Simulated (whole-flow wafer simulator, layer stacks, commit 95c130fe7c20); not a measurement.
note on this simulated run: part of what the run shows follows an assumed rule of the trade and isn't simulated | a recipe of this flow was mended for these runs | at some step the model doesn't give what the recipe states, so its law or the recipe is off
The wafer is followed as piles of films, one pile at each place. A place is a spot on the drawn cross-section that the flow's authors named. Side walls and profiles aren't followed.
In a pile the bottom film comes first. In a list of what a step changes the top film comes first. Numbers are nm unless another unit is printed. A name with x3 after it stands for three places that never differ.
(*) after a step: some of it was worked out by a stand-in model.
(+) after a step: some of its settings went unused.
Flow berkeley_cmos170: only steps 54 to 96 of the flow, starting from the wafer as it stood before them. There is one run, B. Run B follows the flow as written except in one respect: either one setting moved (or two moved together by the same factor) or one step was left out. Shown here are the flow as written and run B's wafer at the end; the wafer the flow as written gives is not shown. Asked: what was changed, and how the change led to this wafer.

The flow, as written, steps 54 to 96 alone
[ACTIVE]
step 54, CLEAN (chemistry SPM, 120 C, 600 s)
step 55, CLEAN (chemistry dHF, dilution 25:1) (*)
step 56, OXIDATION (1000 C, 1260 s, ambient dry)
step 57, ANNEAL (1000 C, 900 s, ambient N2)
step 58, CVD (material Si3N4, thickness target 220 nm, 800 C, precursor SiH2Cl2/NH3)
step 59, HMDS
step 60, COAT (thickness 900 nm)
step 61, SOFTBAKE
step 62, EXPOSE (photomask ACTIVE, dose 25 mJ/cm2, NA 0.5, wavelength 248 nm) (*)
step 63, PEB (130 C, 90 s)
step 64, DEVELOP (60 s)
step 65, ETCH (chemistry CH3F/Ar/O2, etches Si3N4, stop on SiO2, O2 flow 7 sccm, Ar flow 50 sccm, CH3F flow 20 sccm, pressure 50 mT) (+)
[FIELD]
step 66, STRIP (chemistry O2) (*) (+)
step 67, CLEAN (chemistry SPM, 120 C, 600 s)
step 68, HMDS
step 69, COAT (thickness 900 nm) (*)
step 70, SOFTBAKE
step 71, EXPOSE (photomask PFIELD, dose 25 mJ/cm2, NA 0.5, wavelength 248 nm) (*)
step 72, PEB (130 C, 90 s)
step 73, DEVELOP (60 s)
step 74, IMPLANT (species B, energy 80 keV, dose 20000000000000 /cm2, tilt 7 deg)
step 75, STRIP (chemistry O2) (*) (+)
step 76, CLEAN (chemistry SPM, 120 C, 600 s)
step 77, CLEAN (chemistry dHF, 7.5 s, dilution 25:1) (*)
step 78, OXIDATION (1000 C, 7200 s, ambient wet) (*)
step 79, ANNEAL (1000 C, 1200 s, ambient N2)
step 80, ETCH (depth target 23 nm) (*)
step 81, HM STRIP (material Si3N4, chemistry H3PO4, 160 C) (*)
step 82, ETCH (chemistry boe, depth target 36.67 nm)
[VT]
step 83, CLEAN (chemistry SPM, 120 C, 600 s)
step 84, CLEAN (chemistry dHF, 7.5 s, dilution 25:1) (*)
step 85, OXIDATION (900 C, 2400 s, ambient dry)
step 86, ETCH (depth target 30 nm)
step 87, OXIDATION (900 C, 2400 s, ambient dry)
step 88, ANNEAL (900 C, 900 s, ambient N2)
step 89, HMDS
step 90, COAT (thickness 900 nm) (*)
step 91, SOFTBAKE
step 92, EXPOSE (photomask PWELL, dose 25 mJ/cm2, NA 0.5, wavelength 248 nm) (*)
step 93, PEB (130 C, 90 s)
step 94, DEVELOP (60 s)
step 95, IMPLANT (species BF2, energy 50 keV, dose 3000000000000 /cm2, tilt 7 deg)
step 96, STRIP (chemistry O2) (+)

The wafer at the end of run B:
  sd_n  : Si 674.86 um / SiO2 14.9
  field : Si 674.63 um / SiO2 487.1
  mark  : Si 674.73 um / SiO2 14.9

What caused this: step 82, ETCH: depth target 7.333 nm was run, while the flow as written has depth target 36.67 nm.

How this came from the change, step by step:
  step 82, ETCH (chemistry boe, depth target 36.67 nm)
      mark, sd_n, spacer_n and 9 more: SiO2 loses 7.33 (in the flow as written it would be: SiO2 loses 15.5 (all of it))
      field: SiO2 loses 7.33 (in the flow as written it would be: SiO2 loses 36.7)
  step 83, CLEAN (chemistry SPM, 120 C, 600 s)
      mark, sd_n, spacer_n and 9 more: nothing (in the flow as written it would be: chemical SiO2 gains 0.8 (new film), Si loses 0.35)
  step 84, CLEAN (chemistry dHF, 7.5 s, dilution 25:1) (*)
      mark, sd_n, spacer_n and 9 more: SiO2 loses 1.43 (in the flow as written it would be: chemical SiO2 loses 0.8 (all of it))
  step 85, OXIDATION (900 C, 2400 s, ambient dry)
      mark, sd_n, spacer_n and 9 more: SiO2 gains 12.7, Si loses 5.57 (in the flow as written it would be: SiO2 gains 14.9 (new film), Si loses 6.57)
  step 86, ETCH (depth target 30 nm)
      mark, sd_n, spacer_n and 9 more: SiO2 loses 19.4 (all of it) (in the flow as written it would be: SiO2 loses 14.9 (all of it))
